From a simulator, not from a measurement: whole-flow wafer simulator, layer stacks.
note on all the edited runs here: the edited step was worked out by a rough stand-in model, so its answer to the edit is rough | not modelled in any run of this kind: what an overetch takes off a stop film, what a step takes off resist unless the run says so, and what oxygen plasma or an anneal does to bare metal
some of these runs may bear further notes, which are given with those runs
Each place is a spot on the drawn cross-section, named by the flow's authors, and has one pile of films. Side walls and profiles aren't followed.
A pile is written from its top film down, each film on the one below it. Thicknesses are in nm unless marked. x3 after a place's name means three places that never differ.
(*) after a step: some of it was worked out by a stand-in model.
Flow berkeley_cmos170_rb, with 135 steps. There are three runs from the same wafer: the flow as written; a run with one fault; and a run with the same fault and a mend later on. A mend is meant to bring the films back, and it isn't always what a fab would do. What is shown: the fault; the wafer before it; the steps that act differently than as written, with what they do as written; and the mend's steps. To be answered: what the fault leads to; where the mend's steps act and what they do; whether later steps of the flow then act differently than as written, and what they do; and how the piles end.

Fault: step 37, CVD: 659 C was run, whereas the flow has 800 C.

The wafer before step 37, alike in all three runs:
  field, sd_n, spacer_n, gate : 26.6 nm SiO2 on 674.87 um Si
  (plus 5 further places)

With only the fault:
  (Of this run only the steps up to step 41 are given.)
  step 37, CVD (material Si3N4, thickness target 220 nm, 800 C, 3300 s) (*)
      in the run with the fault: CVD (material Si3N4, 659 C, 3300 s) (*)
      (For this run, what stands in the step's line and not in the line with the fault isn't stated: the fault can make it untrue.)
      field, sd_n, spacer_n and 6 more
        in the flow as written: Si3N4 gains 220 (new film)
        in the run with the fault: Si3N4 gains 13.8 (new film)
  Every later step of the flow up to step 41 that is run acts as written at every place that is followed.
  Once step 41 is done, the piles at field, sd_n, spacer_n and 6 more depart from the flow's by more than 2% or 0.5 nm, whichever is larger.
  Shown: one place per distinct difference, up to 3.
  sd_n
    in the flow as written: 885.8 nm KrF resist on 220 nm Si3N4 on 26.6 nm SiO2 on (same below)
    in the run with the fault: 885.8 nm KrF resist on 13.8 nm Si3N4 on 26.6 nm SiO2 on (same below)
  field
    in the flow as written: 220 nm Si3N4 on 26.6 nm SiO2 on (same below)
    in the run with the fault: 13.8 nm Si3N4 on 26.6 nm SiO2 on (same below)

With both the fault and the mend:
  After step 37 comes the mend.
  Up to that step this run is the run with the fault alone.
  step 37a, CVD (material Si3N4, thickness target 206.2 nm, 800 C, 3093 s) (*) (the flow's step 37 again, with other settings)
      field, sd_n, spacer_n and 6 more
        Si3N4 gains 206.2
  Every later step of the flow that is run acts as written, at every place that is followed, to within 2% or 0.5 nm, whichever is larger.
  By the end, the piles equal the flow's at every place that both follow.
